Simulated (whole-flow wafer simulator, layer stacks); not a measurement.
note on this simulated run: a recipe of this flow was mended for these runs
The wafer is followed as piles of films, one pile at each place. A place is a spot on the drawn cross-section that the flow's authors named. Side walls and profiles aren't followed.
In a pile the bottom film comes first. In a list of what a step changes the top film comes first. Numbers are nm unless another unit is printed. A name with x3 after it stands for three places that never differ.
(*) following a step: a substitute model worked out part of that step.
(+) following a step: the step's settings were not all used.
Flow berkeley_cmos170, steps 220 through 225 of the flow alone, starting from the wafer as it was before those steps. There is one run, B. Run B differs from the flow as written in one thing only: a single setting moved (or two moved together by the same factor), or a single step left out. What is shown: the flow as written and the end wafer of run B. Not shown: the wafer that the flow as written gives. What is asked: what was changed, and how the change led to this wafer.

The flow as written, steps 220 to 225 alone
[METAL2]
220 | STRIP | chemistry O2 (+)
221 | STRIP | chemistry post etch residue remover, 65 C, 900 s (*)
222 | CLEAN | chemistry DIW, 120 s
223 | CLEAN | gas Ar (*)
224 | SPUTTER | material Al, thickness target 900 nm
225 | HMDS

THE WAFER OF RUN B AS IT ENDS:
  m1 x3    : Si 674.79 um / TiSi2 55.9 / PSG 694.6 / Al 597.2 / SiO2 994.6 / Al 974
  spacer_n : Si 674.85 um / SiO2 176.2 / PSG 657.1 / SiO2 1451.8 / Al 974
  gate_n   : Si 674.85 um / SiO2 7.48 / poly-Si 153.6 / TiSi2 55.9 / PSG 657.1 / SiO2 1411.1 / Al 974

Cause: step 224, SPUTTER: thickness target 974 nm was run, though the flow has thickness target 900 nm.
One can read it off the wafer: m1 x3 has Al 974, and step 224 as written asks for 900 nm.

How this came from the change, step by step:
  224 | SPUTTER | material Al, thickness target 900 nm
      field, mark, sd_n and 9 more: Al gains 974 (new film) (it would be, as written: Al gains 900 (new film))
      via1: Al gains 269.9 (it would be, as written: Al gains 259.4)
